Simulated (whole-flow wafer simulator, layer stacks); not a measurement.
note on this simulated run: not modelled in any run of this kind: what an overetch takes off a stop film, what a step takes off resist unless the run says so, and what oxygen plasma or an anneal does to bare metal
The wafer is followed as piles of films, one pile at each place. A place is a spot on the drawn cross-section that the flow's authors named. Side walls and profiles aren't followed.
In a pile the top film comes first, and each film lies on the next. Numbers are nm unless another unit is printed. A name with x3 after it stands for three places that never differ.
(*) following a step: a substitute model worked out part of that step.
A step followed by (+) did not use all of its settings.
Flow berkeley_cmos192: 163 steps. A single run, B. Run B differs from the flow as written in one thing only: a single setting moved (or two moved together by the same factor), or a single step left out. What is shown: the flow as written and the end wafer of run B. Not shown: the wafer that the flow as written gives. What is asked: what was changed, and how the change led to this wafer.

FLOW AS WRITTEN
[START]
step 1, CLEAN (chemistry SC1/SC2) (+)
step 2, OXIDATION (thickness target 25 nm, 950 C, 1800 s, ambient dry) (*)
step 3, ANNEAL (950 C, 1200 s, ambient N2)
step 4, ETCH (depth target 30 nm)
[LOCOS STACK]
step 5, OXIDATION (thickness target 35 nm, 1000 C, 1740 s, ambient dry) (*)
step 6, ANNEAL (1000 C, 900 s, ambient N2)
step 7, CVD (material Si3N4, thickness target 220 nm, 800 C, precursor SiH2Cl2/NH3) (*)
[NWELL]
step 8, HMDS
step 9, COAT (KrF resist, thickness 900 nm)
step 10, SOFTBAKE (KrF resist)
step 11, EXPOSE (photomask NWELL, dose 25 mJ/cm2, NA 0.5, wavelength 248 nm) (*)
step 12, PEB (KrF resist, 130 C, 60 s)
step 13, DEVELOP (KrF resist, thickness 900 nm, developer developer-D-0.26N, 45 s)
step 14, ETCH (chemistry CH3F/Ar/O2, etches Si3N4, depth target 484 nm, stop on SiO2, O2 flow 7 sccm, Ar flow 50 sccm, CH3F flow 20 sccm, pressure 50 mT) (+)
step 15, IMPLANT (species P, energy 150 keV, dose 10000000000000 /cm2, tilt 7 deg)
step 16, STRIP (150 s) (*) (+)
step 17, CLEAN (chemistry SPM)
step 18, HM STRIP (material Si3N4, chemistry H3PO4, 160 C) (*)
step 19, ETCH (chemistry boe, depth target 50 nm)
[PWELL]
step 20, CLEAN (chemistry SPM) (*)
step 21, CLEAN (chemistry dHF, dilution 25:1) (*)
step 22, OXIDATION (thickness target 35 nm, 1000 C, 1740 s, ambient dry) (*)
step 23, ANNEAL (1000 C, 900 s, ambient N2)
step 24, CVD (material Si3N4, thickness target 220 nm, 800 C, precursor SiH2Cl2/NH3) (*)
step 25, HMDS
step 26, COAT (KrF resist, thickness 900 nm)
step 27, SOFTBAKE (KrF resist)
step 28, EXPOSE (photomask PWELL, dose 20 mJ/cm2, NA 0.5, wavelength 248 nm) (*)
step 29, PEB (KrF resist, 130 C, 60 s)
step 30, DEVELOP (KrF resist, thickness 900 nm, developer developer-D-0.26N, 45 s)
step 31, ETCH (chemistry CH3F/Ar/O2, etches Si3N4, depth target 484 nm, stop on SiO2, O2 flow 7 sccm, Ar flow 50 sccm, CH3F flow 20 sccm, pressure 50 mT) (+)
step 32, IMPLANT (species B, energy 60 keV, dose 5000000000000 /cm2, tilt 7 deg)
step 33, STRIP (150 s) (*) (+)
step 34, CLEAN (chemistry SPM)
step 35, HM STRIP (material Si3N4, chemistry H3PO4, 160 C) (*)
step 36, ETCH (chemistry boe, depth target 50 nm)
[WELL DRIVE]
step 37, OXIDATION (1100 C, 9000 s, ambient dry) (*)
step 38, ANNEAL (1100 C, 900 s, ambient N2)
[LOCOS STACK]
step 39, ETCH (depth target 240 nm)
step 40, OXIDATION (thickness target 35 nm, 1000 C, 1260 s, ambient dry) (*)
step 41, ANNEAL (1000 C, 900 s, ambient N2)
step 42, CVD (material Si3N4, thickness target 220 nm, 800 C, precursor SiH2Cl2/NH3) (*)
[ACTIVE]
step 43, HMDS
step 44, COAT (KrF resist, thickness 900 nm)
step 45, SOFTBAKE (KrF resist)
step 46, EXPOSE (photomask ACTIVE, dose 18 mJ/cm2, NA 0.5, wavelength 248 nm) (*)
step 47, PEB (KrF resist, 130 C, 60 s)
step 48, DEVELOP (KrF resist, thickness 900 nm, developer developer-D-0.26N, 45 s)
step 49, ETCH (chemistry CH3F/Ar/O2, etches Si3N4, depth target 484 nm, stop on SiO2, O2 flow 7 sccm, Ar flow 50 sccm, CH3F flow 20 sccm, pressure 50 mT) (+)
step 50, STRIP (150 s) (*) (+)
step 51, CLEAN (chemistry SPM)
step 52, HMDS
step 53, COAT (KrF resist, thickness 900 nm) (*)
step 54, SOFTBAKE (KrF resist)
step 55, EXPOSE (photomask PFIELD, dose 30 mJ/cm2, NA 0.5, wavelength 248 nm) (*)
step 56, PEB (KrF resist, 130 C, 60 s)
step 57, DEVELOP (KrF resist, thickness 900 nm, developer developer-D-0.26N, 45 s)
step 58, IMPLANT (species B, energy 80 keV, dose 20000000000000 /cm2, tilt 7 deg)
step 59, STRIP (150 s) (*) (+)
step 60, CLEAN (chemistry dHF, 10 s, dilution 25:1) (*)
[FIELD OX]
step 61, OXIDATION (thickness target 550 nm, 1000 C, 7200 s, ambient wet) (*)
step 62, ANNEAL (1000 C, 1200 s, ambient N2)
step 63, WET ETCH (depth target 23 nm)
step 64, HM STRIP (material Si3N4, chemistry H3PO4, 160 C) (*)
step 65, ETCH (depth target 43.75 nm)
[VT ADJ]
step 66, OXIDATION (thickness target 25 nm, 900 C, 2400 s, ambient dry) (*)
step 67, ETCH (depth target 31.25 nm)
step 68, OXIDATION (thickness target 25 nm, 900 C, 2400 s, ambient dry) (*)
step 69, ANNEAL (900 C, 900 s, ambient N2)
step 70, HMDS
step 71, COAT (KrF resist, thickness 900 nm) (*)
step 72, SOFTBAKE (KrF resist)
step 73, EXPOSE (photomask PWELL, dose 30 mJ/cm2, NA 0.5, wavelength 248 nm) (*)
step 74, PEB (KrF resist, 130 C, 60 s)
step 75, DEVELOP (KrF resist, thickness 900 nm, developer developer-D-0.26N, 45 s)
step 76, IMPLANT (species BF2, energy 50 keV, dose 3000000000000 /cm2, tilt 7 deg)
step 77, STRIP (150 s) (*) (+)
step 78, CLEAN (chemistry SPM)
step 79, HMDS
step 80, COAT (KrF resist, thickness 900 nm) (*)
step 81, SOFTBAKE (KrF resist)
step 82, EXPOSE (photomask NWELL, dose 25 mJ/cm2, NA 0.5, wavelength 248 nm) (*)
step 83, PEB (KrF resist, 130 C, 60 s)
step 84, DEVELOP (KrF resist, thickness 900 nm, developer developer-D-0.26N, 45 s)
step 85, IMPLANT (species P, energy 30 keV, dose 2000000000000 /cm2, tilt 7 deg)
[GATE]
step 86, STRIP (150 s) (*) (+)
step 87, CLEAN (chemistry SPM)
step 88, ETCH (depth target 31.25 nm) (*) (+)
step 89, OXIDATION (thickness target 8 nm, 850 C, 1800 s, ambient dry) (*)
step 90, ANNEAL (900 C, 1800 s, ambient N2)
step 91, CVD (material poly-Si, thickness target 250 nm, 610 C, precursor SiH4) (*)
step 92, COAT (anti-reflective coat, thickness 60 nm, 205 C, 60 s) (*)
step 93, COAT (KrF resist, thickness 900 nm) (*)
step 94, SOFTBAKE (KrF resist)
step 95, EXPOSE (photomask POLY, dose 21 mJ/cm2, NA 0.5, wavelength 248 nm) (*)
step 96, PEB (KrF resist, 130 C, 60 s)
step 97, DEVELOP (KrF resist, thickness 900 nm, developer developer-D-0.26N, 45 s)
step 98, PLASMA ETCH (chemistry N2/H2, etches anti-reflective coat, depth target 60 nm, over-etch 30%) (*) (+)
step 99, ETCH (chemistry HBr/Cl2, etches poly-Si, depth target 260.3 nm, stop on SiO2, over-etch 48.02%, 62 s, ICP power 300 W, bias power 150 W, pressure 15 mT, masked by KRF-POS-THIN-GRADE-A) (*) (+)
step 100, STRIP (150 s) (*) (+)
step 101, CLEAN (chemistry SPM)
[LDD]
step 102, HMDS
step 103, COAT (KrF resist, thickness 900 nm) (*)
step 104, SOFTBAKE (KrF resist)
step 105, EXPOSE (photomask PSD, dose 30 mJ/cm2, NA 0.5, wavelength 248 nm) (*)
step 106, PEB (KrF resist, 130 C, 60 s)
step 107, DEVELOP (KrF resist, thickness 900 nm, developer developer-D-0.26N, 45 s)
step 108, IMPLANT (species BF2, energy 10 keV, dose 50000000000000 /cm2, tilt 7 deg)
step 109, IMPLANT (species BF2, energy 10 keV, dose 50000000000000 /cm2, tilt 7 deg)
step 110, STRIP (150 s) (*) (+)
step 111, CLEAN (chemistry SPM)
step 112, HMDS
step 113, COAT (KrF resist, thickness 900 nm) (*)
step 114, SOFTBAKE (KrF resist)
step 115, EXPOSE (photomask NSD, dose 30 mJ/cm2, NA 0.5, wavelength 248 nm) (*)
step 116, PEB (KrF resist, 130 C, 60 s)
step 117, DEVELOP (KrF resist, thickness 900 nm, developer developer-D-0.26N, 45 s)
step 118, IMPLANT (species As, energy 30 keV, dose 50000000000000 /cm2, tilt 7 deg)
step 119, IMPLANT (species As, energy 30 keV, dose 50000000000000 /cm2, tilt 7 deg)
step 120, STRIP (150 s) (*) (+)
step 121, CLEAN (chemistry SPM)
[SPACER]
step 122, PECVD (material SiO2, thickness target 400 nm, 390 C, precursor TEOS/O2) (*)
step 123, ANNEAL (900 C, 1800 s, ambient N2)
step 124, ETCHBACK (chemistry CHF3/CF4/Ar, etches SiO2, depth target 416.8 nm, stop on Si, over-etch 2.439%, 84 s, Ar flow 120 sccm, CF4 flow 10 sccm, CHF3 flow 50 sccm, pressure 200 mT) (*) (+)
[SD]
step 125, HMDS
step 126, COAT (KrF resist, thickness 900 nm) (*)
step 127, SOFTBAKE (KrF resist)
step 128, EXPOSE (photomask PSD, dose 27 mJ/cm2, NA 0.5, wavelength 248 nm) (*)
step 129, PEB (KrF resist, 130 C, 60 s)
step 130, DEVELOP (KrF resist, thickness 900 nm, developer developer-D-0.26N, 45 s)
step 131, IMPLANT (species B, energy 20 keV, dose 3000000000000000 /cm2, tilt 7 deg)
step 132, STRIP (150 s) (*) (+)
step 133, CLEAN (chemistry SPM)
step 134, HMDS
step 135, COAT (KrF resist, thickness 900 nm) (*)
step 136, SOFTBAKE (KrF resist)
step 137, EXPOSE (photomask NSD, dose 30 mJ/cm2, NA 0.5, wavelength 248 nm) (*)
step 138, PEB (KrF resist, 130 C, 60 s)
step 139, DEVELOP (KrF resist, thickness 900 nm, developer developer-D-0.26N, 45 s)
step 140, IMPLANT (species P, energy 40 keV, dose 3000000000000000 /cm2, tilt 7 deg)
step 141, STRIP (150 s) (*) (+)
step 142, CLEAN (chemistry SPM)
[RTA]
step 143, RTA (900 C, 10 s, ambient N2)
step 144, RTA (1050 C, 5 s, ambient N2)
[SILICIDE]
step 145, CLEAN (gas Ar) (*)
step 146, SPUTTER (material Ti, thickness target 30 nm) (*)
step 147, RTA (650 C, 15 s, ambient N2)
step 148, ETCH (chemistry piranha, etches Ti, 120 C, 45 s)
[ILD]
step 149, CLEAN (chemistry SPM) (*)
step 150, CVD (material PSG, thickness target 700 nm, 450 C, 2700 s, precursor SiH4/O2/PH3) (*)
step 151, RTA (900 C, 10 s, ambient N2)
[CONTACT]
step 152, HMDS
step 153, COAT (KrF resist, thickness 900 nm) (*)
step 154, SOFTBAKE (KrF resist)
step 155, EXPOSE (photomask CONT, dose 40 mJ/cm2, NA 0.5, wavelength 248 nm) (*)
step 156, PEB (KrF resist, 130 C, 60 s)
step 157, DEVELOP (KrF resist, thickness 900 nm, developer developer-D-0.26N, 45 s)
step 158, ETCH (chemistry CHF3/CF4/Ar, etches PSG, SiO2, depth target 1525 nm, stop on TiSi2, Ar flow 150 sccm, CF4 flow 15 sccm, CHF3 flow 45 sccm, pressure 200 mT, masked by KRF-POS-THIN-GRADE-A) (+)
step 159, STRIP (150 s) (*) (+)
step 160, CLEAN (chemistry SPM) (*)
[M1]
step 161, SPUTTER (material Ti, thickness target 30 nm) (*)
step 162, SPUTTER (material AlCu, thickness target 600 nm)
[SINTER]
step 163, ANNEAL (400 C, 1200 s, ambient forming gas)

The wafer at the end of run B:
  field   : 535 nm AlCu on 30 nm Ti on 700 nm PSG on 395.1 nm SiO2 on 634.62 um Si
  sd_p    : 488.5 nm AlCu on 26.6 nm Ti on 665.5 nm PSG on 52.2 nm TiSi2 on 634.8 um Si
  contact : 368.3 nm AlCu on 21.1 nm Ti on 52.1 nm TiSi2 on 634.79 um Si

Cause: step 162, SPUTTER: thickness target 535 nm was run, while the flow as written has thickness target 600 nm.
The wafer lets one read it off: field has AlCu 535, and step 162 as written asks for 600 nm.

Step by step, how the change led to this:
  step 162, SPUTTER (material AlCu, thickness target 600 nm)
      field, sd_n, spacer_n, gate, spacer_p, gate_p, m1: +535 AlCu (new film) (in the flow as written it would be: +600 AlCu (new film))
      sd_p: +488.5 AlCu (new film) (in the flow as written it would be: +551.2 AlCu (new film))
      (also at 1 further place)
